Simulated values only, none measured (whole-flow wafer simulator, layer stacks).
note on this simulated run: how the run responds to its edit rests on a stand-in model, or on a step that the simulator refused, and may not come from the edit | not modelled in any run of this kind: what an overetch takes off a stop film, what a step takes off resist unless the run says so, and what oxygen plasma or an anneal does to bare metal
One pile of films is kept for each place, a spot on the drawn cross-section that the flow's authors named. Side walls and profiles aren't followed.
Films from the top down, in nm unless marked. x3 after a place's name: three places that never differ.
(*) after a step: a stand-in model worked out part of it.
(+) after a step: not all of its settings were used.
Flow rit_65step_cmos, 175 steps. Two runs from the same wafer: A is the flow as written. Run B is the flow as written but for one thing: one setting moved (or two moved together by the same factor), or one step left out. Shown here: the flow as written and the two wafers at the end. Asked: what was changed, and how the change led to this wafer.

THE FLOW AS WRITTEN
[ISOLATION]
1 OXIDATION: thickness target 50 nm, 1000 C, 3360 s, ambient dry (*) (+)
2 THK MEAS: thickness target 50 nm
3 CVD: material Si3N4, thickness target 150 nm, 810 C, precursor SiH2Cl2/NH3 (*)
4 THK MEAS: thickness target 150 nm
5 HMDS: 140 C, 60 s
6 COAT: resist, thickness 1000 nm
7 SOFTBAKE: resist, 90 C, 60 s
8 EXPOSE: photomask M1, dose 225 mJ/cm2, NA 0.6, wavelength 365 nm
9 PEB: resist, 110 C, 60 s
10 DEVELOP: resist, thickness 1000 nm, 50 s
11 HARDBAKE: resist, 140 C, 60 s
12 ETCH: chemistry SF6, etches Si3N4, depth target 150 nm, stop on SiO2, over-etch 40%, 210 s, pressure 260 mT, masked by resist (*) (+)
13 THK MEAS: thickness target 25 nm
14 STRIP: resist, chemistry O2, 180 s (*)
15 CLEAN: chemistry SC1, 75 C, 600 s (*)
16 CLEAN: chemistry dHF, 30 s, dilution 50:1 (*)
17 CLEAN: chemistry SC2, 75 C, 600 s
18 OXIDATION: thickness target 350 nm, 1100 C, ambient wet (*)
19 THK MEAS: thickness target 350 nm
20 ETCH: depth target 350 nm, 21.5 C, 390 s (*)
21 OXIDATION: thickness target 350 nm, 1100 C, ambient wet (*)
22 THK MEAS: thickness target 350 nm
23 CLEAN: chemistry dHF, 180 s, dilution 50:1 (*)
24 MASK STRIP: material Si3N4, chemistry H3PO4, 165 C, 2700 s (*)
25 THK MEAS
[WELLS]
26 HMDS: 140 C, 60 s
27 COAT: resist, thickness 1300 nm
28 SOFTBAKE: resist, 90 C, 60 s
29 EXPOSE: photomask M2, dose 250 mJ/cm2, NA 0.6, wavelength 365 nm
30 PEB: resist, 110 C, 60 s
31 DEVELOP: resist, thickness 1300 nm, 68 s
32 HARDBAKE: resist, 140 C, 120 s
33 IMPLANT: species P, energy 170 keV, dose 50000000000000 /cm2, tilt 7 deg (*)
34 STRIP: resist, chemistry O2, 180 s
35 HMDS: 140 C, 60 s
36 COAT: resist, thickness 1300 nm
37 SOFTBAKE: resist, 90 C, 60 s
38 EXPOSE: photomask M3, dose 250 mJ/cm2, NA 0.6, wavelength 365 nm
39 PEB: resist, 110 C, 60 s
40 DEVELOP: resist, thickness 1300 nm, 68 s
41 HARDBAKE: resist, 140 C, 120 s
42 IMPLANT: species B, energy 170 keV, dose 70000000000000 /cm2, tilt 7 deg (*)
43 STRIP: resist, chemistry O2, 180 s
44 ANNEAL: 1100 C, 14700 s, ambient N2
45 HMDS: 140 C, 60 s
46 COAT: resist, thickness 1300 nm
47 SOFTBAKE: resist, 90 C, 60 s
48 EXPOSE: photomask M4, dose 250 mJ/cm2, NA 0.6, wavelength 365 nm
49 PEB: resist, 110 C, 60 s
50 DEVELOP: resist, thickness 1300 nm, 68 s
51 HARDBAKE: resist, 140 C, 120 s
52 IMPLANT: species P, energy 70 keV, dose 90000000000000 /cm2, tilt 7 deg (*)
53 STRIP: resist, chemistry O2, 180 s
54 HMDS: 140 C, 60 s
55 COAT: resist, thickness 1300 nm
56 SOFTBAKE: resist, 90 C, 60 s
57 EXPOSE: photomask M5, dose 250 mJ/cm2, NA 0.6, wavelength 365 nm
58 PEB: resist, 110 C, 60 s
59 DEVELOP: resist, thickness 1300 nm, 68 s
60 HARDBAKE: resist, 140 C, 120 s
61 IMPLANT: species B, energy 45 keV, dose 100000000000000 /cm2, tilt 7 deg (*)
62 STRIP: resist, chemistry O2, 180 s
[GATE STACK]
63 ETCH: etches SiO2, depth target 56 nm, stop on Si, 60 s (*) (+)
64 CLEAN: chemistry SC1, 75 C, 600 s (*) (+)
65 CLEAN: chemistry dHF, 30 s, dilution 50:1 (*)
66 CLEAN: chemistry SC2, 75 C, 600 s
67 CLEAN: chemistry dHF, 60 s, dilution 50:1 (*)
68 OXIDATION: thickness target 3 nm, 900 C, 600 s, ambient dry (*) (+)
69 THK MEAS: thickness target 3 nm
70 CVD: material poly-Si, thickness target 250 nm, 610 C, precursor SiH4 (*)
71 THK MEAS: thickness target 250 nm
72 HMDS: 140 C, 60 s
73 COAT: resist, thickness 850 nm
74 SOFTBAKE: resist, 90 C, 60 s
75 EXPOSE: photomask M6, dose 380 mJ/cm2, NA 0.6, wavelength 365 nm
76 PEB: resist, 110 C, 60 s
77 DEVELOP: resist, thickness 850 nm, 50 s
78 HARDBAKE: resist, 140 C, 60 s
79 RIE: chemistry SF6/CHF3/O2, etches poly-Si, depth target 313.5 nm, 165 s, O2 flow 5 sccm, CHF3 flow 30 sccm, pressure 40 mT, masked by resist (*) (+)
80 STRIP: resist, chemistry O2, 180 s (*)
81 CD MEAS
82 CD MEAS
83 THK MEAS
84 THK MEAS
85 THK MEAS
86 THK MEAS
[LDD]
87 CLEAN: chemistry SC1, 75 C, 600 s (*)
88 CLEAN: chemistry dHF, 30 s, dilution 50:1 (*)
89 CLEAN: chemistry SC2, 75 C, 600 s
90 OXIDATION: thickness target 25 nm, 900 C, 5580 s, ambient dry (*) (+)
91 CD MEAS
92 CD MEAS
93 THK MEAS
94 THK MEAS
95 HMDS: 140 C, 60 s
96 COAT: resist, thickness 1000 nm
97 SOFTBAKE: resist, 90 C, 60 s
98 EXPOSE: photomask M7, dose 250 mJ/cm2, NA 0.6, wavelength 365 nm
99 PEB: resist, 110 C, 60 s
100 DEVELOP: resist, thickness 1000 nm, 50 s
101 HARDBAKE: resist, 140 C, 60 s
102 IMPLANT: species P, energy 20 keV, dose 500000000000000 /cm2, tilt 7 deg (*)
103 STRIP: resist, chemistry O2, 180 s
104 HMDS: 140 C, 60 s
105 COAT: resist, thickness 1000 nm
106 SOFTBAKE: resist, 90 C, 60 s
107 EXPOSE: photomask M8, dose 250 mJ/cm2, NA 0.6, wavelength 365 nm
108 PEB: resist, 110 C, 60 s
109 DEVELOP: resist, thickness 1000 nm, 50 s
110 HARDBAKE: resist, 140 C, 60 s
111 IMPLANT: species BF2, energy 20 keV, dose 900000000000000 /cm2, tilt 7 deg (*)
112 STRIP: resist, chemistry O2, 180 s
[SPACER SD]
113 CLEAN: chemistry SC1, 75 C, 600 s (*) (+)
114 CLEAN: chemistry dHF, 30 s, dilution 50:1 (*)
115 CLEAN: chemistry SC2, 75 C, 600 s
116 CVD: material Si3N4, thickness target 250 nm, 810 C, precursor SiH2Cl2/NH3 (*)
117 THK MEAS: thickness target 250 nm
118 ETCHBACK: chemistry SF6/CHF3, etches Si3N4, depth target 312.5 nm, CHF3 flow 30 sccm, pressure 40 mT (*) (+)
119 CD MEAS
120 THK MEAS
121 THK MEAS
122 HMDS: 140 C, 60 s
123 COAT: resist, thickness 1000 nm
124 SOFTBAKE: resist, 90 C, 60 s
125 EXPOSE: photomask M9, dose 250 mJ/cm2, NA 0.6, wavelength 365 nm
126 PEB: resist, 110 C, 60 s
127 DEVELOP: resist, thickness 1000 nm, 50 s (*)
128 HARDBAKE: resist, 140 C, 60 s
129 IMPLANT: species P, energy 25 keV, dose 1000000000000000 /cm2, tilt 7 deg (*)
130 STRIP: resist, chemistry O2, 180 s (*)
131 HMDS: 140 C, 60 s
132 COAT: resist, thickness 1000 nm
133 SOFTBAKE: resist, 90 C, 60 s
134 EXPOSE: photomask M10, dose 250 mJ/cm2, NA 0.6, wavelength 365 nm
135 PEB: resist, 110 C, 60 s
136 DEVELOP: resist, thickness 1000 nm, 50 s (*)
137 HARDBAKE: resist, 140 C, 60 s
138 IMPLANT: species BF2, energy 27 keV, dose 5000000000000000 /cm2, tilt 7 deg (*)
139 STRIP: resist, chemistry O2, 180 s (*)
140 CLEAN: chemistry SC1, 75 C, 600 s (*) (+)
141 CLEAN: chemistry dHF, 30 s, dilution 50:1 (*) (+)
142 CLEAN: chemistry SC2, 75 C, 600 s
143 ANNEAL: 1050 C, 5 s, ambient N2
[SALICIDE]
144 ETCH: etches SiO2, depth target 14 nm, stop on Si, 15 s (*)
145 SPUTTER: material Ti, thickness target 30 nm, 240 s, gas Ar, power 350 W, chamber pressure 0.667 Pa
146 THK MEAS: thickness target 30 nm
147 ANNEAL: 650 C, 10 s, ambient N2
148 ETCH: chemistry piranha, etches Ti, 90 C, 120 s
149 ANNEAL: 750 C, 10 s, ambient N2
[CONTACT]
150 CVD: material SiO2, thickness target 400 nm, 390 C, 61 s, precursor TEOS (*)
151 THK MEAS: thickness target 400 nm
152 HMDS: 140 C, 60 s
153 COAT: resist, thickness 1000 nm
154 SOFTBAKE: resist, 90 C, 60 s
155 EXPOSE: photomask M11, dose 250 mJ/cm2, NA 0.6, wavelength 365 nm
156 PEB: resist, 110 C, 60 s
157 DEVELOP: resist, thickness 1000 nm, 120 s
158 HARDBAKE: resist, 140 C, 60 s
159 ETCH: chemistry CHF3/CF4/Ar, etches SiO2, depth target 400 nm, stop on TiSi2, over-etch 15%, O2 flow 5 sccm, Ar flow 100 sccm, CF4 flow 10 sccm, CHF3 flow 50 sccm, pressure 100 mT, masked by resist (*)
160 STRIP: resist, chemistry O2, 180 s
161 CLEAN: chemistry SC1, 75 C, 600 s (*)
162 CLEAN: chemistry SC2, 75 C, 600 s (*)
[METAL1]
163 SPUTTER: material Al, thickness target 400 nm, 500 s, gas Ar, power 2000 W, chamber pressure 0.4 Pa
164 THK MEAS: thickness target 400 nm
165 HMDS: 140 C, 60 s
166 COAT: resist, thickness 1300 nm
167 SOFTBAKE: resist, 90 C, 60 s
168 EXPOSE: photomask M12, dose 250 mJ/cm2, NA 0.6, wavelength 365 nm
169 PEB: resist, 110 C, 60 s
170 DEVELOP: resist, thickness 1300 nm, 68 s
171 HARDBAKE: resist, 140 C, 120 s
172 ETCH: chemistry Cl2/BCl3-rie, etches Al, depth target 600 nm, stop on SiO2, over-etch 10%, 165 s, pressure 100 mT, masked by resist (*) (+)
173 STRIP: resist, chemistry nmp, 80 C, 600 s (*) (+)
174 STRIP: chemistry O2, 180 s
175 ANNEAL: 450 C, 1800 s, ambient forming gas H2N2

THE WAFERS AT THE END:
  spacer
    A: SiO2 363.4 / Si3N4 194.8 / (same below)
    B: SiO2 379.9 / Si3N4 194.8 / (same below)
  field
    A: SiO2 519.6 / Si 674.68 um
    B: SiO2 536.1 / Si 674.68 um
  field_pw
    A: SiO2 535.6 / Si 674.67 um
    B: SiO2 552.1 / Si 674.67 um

The cause: step 163, SPUTTER: power 2660 W was run, where the flow has power 2000 W.

How the change led to this, step by step:
  163 SPUTTER: material Al, thickness target 400 nm, 500 s, gas Ar, power 2000 W, chamber pressure 0.4 Pa
      field, field_pw, field_p, spacer, spacer_p: A Al +400 (new film) | B Al +532 (new film)
      gate_n, gate_p: A Al +396 (new film) | B Al +511.8 (new film)
      (and at 1 more place)
  172 ETCH: chemistry Cl2/BCl3-rie, etches Al, depth target 600 nm, stop on SiO2, over-etch 10%, 165 s, pressure 100 mT, masked by resist (*) (+)
      field, field_pw, field_p, spacer, spacer_p: A Al -400 (all of it), SiO2 -32.5 | B Al -532 (all of it), SiO2 -16
      gate_n, gate_p: A Al -396 (all of it), SiO2 -33 | B Al -511.8 (all of it), SiO2 -18.5
      (and at 1 more place)
